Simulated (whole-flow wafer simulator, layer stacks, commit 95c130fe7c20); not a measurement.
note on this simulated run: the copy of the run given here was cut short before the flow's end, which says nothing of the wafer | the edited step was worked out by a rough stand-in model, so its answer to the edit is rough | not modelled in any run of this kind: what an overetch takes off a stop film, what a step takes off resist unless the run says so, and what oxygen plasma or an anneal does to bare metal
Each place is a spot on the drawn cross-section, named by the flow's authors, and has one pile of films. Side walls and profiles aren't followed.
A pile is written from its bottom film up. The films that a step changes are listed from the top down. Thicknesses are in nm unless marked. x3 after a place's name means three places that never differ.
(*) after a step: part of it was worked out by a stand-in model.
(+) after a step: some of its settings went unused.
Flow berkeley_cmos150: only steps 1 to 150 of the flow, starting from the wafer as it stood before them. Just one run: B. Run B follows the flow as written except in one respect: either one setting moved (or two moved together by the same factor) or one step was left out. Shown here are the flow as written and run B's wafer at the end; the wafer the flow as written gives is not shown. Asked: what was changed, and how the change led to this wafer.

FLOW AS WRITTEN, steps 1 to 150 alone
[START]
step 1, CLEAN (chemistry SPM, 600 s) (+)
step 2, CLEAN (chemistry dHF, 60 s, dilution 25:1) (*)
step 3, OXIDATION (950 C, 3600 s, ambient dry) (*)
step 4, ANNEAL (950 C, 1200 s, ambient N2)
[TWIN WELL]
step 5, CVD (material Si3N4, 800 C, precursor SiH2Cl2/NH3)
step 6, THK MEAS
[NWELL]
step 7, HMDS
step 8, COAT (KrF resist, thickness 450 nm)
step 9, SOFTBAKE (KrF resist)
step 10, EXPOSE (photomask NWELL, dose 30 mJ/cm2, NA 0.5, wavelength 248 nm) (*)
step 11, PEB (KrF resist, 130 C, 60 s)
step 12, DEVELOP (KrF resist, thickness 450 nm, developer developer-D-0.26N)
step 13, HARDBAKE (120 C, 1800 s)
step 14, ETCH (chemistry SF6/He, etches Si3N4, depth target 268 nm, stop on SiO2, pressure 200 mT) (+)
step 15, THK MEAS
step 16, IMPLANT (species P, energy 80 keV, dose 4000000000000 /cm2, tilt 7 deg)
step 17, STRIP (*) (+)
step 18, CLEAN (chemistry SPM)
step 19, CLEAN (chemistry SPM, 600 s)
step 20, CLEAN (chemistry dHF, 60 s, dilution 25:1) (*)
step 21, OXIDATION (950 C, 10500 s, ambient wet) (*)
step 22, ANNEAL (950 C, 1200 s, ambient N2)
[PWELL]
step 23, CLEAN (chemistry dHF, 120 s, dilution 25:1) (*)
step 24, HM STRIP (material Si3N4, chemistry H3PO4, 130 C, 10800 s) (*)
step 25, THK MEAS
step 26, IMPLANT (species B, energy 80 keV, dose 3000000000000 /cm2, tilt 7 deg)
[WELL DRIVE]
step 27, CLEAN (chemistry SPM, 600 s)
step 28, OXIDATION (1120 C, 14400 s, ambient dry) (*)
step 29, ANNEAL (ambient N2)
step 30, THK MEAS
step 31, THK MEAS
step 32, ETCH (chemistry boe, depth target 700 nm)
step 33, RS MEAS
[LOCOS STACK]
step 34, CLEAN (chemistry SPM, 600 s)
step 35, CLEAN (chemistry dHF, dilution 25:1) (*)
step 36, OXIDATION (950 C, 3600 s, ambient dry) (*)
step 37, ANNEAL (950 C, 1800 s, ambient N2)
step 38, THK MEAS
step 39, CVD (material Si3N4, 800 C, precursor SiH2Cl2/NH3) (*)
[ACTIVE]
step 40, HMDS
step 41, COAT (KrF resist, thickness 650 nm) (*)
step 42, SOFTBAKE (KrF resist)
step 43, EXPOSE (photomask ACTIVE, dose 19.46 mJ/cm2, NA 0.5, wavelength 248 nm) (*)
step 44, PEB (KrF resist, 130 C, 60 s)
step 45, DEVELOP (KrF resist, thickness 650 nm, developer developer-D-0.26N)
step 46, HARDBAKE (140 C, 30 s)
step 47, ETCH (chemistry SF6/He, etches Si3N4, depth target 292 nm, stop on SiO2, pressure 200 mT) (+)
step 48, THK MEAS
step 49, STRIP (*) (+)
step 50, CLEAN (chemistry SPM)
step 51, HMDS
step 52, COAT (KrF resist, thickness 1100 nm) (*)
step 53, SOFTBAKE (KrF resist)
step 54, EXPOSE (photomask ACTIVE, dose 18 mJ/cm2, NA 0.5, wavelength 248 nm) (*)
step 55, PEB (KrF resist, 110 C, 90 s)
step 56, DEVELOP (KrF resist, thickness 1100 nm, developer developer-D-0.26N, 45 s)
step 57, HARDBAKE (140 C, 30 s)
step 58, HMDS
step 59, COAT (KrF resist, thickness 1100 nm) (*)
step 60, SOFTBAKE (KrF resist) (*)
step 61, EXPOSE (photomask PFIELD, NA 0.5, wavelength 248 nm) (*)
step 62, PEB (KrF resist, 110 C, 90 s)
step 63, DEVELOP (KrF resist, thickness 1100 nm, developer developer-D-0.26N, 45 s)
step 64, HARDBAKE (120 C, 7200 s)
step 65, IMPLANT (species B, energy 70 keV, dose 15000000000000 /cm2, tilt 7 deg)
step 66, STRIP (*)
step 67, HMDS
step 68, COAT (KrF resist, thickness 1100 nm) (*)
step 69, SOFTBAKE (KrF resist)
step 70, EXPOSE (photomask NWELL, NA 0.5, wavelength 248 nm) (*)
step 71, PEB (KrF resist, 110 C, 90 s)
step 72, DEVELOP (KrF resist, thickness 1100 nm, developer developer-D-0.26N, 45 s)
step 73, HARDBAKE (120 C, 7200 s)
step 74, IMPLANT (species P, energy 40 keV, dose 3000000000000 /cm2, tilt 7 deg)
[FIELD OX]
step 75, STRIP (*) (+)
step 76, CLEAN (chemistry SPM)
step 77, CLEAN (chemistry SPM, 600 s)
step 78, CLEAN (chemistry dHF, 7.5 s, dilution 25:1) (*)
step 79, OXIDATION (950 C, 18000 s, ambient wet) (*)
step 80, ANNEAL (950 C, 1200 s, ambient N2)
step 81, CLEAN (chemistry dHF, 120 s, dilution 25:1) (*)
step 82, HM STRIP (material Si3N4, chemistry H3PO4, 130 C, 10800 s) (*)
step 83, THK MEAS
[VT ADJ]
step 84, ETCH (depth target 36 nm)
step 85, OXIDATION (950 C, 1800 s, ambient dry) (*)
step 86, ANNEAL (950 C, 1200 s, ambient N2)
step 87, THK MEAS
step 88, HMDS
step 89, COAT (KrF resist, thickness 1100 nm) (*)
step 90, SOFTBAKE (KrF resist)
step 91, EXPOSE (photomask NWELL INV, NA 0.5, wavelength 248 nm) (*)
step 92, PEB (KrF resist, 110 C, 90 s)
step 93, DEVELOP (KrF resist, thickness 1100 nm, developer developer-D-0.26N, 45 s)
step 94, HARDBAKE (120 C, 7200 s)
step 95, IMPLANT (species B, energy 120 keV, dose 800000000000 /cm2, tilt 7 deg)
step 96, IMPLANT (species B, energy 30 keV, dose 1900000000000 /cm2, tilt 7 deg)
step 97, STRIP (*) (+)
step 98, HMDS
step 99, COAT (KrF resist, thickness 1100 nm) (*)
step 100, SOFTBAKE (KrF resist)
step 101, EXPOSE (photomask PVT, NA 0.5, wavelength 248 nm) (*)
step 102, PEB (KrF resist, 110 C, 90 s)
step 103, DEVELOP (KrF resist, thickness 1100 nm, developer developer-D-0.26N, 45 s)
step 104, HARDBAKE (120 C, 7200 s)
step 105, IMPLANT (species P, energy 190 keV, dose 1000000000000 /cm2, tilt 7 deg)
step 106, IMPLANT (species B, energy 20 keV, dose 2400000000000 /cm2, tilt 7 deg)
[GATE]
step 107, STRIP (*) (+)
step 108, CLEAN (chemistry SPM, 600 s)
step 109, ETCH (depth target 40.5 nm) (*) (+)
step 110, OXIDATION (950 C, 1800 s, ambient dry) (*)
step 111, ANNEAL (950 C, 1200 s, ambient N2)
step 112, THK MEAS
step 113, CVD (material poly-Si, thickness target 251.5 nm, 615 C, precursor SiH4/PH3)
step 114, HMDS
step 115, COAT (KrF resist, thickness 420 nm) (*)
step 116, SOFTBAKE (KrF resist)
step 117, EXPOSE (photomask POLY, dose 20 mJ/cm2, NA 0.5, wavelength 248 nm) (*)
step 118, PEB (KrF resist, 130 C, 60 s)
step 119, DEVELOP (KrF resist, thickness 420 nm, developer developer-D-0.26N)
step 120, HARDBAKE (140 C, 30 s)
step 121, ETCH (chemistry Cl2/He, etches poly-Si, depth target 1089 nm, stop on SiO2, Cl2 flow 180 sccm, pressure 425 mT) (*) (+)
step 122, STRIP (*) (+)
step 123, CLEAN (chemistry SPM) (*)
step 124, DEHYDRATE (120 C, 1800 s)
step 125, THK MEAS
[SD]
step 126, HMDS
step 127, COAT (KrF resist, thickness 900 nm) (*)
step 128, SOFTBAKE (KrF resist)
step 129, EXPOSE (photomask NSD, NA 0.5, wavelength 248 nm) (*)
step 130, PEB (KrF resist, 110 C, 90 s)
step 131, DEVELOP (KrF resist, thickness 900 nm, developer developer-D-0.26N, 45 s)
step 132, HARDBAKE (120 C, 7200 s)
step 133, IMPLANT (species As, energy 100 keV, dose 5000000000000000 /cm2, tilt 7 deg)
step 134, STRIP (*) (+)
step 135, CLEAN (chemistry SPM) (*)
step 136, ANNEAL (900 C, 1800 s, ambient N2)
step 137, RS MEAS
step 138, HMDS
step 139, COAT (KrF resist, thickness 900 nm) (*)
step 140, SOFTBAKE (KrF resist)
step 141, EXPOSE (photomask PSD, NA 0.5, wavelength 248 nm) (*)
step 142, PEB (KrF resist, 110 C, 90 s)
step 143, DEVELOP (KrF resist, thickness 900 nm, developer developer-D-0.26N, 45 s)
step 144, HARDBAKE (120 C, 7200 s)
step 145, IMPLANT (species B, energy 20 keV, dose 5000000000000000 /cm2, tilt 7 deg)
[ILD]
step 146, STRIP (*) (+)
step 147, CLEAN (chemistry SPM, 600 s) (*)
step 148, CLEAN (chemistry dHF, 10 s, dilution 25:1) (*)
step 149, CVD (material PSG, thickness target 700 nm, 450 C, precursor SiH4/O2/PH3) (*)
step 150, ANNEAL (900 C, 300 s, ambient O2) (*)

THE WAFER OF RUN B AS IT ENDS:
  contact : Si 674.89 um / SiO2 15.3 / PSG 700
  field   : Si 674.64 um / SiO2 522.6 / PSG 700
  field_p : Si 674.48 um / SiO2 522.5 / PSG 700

What caused this: step 28, OXIDATION: 6480 s was run, though the flow has 14400 s.

How this came from the change, step by step:
  step 28, OXIDATION (1120 C, 14400 s, ambient dry) (*)
      field, sd_n, gate_n, contact, m1: SiO2 gains 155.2, Si loses 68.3 (it would be, as written: SiO2 gains 261.5, Si loses 115.1)
      field_p, sd_p, gate_p: SiO2 gains 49, Si loses 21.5 (it would be, as written: SiO2 gains 103.6, Si loses 45.6)
  step 32, ETCH (chemistry boe, depth target 700 nm)
      field, sd_n, gate_n, contact, m1: SiO2 loses 184.8 (all of it) (it would be, as written: SiO2 loses 291.1 (all of it))
      field_p, sd_p, gate_p: SiO2 loses 500.8 (all of it) (it would be, as written: SiO2 loses 555.5 (all of it))
  step 115, COAT (KrF resist, thickness 420 nm) (*)
      field_p: KrF resist gains 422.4 (new film) (it would be, as written: KrF resist gains 413.4 (new film))
  step 119, DEVELOP (KrF resist, thickness 420 nm, developer developer-D-0.26N)
      field_p: KrF resist loses 421.8 (all of it) (it would be, as written: KrF resist loses 412.9 (all of it))
  step 122, STRIP (*) (+)
      gate_p: chemical SiO2 gains 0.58 (new film), KrF resist loses 211.5 (all of it), poly-Si loses 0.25 (it would be, as written: chemical SiO2 gains 0.57 (new film), KrF resist loses 206.4 (all of it), poly-Si loses 0.25)
